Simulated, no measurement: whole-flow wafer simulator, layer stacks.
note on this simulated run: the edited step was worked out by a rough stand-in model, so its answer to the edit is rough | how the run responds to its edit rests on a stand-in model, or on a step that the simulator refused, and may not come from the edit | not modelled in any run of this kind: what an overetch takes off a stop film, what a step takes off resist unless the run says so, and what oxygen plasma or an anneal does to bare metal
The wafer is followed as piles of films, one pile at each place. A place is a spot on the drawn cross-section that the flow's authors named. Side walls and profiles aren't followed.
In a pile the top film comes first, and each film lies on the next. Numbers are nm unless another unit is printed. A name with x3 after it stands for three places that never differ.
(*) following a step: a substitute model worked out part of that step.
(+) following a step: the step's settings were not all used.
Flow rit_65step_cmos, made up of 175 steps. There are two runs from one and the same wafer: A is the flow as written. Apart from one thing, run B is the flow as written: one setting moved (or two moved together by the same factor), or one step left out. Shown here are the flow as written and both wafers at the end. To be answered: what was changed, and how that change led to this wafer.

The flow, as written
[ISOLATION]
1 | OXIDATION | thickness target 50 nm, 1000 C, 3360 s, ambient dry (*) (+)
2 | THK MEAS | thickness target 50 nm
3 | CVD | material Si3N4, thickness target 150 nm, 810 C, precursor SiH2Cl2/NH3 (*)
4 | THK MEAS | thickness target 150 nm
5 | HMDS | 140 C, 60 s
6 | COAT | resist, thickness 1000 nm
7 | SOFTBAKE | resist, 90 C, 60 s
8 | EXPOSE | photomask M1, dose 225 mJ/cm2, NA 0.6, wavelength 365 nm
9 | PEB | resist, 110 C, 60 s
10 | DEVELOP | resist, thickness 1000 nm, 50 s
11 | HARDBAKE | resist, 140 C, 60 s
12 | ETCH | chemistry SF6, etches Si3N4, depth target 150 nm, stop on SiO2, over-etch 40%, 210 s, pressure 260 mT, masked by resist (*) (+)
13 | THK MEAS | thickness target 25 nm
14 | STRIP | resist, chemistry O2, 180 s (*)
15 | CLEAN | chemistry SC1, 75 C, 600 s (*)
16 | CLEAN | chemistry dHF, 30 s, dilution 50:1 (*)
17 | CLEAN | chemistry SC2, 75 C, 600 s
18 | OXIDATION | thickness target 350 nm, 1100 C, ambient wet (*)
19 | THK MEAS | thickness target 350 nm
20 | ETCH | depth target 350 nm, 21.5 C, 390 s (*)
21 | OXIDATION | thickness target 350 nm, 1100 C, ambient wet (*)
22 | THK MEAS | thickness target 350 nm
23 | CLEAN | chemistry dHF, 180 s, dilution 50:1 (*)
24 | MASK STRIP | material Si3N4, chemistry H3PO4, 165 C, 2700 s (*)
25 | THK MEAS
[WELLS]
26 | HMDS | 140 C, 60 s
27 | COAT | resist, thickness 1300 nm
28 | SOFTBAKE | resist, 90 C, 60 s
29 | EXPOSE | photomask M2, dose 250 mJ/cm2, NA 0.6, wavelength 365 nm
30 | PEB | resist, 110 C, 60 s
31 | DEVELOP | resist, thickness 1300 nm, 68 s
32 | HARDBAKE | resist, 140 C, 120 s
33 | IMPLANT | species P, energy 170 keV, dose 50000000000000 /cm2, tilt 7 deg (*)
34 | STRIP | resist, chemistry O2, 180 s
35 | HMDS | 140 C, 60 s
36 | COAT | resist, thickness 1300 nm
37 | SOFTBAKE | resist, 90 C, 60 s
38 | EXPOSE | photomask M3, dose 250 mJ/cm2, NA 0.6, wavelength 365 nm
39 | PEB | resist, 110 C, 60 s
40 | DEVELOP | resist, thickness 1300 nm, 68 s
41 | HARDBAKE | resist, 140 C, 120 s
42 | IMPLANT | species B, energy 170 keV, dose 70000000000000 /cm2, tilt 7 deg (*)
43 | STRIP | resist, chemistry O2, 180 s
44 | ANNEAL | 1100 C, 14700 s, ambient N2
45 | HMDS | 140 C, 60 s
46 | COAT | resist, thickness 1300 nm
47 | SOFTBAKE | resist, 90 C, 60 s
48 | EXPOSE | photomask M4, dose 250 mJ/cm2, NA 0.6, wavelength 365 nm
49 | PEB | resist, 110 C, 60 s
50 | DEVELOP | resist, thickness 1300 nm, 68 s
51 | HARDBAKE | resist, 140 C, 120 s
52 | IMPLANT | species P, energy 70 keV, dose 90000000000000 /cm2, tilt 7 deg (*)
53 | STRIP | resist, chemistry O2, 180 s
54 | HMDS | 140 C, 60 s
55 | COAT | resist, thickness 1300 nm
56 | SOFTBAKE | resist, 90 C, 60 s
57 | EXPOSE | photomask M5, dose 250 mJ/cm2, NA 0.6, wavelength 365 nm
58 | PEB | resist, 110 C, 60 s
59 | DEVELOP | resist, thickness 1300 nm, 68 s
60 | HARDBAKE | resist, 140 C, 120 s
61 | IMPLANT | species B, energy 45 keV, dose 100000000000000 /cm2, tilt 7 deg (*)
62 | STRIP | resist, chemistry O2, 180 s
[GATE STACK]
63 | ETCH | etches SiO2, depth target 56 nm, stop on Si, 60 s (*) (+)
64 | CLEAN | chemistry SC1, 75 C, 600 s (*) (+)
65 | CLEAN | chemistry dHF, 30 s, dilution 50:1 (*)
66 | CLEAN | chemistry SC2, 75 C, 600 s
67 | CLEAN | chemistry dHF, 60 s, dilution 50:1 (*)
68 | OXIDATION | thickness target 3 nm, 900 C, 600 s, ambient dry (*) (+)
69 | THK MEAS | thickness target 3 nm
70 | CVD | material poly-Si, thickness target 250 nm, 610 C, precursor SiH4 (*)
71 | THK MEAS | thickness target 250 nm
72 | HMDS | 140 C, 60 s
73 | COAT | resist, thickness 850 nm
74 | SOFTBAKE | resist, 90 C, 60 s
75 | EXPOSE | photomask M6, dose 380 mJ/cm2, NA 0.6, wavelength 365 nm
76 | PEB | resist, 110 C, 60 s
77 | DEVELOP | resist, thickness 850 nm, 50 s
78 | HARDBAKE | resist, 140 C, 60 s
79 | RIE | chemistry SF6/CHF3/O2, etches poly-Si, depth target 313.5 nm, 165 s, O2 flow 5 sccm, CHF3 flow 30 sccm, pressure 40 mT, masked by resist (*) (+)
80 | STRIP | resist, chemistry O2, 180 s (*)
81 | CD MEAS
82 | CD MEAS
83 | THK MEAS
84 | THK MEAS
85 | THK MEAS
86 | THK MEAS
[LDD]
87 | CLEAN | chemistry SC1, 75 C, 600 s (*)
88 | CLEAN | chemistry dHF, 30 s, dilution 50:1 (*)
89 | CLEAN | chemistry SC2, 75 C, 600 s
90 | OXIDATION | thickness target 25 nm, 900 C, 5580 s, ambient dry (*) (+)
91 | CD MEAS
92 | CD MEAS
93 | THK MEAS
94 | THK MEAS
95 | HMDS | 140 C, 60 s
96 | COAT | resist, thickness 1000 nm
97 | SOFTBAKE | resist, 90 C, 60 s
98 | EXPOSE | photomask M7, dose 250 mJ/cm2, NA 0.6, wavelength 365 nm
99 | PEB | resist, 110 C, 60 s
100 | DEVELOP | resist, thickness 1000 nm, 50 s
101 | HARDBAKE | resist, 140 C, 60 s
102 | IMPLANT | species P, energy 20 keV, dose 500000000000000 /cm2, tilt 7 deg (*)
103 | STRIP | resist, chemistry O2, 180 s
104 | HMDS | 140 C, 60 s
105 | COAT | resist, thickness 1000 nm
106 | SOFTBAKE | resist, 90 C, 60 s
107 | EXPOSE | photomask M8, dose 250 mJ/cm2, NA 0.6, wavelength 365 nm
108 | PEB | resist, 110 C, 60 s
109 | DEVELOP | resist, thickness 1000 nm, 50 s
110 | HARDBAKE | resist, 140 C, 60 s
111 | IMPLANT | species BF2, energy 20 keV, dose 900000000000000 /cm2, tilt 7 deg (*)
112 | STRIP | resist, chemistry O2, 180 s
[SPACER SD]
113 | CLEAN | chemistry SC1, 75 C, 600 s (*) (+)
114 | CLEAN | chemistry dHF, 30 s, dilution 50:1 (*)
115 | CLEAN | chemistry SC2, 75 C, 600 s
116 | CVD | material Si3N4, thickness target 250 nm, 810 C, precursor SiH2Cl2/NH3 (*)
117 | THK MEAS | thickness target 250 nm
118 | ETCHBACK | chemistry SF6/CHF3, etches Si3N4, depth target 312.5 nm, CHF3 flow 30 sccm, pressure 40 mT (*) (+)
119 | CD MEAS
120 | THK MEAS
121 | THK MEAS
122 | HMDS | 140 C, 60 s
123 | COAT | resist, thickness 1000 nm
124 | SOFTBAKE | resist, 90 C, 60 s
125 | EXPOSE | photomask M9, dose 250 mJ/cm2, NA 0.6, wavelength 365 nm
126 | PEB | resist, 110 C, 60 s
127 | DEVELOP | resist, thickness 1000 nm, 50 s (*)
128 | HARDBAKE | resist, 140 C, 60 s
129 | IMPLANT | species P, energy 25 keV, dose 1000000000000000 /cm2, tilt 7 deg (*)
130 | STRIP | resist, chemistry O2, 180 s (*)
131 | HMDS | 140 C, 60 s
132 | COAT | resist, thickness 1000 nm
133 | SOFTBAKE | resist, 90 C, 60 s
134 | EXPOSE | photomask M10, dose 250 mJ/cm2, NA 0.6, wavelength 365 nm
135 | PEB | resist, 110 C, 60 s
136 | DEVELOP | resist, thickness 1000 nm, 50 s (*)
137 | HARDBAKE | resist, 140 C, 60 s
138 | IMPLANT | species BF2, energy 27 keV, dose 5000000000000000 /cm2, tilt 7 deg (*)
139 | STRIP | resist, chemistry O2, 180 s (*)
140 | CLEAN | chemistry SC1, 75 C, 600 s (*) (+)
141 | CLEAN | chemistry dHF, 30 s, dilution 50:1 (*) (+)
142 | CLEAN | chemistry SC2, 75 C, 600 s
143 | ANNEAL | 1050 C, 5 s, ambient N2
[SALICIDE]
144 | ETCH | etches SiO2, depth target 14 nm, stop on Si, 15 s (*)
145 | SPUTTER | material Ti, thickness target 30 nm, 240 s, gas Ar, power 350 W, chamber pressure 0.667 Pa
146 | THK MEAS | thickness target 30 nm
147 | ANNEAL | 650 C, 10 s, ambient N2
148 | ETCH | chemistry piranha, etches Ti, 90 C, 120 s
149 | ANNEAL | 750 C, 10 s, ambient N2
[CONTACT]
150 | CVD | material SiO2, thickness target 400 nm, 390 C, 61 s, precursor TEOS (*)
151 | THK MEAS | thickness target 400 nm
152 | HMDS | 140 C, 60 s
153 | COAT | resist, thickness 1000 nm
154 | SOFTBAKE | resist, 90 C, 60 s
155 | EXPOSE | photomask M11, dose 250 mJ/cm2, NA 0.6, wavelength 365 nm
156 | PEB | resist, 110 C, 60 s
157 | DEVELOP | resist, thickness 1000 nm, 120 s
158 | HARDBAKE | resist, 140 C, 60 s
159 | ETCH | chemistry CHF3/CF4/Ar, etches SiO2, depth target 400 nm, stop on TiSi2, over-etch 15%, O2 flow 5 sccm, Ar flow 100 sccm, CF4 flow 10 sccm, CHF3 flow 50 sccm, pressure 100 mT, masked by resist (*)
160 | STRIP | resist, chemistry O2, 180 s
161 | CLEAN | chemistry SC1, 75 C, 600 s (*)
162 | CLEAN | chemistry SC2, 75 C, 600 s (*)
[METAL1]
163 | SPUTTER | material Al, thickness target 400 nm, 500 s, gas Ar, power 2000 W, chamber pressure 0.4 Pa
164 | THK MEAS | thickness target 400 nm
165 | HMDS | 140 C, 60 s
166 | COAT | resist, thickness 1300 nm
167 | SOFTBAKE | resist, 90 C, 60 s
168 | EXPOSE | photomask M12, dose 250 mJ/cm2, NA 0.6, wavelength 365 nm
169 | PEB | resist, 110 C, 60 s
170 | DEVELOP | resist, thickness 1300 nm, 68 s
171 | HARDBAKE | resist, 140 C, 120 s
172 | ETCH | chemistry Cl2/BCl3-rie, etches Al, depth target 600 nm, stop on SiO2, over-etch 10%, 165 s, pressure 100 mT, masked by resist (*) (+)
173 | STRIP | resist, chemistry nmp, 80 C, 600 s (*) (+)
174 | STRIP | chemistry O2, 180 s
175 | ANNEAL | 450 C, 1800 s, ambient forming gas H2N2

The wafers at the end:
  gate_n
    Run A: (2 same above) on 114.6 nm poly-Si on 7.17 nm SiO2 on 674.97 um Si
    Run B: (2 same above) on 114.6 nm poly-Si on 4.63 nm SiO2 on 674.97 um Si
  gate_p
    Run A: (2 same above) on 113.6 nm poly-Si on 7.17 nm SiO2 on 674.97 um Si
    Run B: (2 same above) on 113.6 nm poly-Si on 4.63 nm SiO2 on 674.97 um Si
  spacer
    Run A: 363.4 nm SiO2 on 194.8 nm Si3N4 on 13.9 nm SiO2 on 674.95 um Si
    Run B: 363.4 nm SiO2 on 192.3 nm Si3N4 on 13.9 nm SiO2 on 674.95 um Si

What caused this: step 68, OXIDATION: 270 s was run, though the flow has 600 s.

How this came from the change, step by step:
  68 | OXIDATION | thickness target 3 nm, 900 C, 600 s, ambient dry (*) (+)
      active_n, active_p, gate_n and 7 more: A +7.17 SiO2 (new film), -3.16 Si | B +4.63 SiO2 (new film), -2.04 Si
  79 | RIE | chemistry SF6/CHF3/O2, etches poly-Si, depth target 313.5 nm, 165 s, O2 flow 5 sccm, CHF3 flow 30 sccm, pressure 40 mT, masked by resist (*) (+)
      active_n, active_p, spacer, spacer_p, sd_n, sd_p, contact, m1: A -250 poly-Si (all of it), -7.17 SiO2 (all of it) | B -250 poly-Si (all of it), -4.63 SiO2 (all of it)
  118 | ETCHBACK | chemistry SF6/CHF3, etches Si3N4, depth target 312.5 nm, CHF3 flow 30 sccm, pressure 40 mT (*) (+)
      spacer, spacer_p: A -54 Si3N4 | B -56.6 Si3N4
